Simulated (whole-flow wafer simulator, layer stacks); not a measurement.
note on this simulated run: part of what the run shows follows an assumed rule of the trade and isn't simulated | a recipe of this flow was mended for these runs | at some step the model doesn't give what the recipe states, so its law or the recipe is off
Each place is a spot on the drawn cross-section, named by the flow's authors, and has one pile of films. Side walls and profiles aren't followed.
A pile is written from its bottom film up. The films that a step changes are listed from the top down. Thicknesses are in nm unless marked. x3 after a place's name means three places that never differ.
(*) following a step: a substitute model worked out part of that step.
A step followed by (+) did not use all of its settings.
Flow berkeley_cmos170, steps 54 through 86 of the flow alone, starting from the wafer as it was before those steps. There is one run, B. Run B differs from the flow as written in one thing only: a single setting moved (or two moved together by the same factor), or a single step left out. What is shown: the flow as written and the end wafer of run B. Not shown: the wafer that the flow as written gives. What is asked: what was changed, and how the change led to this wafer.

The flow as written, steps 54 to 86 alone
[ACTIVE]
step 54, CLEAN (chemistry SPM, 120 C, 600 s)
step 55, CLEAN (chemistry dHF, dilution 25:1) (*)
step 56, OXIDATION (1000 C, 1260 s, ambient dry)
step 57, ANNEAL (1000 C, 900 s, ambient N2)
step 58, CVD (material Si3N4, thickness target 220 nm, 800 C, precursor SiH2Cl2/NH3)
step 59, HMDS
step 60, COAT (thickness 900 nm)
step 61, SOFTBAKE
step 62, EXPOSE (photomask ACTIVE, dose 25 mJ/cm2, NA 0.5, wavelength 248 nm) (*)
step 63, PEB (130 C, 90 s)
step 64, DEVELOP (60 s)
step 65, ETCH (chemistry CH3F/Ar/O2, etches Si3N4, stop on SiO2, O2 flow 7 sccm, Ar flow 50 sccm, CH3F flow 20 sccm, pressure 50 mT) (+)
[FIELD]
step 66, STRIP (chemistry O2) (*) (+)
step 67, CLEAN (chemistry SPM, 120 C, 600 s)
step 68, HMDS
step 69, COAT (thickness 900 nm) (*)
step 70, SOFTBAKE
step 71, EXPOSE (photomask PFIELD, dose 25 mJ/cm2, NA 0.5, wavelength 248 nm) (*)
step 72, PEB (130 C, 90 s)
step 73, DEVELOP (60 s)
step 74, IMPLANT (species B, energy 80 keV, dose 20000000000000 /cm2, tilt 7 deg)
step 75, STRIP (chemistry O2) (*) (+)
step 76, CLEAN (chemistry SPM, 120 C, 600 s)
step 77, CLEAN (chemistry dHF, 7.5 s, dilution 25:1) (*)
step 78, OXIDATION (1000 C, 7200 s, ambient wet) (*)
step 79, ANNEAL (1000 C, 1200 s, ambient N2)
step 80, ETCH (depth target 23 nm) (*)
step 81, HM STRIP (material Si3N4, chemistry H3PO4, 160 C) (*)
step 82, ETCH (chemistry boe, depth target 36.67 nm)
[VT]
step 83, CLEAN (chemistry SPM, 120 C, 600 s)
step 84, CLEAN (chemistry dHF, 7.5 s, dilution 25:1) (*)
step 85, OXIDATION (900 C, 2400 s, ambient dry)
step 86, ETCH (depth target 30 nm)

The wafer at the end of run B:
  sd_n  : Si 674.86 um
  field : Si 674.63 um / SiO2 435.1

The reason: step 58, CVD: thickness target 473 nm was run, while the flow as written has thickness target 220 nm.

Step by step, how the change led to this:
  step 58, CVD (material Si3N4, thickness target 220 nm, 800 C, precursor SiH2Cl2/NH3)
      field, mark, sd_n and 10 more: Si3N4 gains 473 (new film) (as written it would have been: Si3N4 gains 220 (new film))
  step 65, ETCH (chemistry CH3F/Ar/O2, etches Si3N4, stop on SiO2, O2 flow 7 sccm, Ar flow 50 sccm, CH3F flow 20 sccm, pressure 50 mT) (+)
      mark, sd_n, spacer_n and 9 more: KrF-resist loses 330 (as written it would have been: KrF-resist loses 161.3)
      field: Si3N4 loses 473 (all of it), SiO2 loses 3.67 (as written it would have been: Si3N4 loses 220 (all of it), SiO2 loses 3.67)
  step 66, STRIP (chemistry O2) (*) (+)
      mark, sd_n, spacer_n and 9 more: KrF-resist loses 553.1 (all of it) (as written it would have been: KrF-resist loses 721.7 (all of it))
  step 69, COAT (thickness 900 nm) (*)
      field: KrF-resist gains 1028.6 (new film) (as written it would have been: KrF-resist gains 957.2 (new film))
      sd_n: KrF-resist gains 667.3 (new film) (as written it would have been: KrF-resist gains 784.1 (new film))
      (also at 10 further places)
  step 73, DEVELOP (60 s)
      field: KrF-resist loses 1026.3 (all of it) (as written it would have been: KrF-resist loses 955 (all of it))
  step 75, STRIP (chemistry O2) (*) (+)
      sd_n: KrF-resist loses 651 (all of it) (as written it would have been: KrF-resist loses 767.4 (all of it))
      spacer_n: KrF-resist loses 721.7 (all of it) (as written it would have been: KrF-resist loses 803.4 (all of it))
      (also at 9 further places)
  step 78, OXIDATION (1000 C, 7200 s, ambient wet) (*)
      sd_n, sd_p: SiO2 gains 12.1 (new film), Si3N4 loses 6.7 (as written it would have been: SiO2 gains 12.1 (new film), Si3N4 loses 6.7, SiO2 gains 0.07, Si loses 0.07)
  step 81, HM STRIP (material Si3N4, chemistry H3PO4, 160 C) (*)
      mark, sd_n, spacer_n and 9 more: Si3N4 loses 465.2 (all of it), SiO2 loses 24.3 (as written it would have been: Si3N4 loses 212.2 (all of it), SiO2 loses 11.1)
      field: SiO2 loses 38.9 (as written it would have been: SiO2 loses 17.7)
  step 82, ETCH (chemistry boe, depth target 36.67 nm)
      mark, spacer_n, gate_n and 7 more: SiO2 loses 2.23 (all of it) (as written it would have been: SiO2 loses 15.5 (all of it))
      sd_n, sd_p: SiO2 loses 2.32 (all of it) (as written it would have been: SiO2 loses 15.5 (all of it))
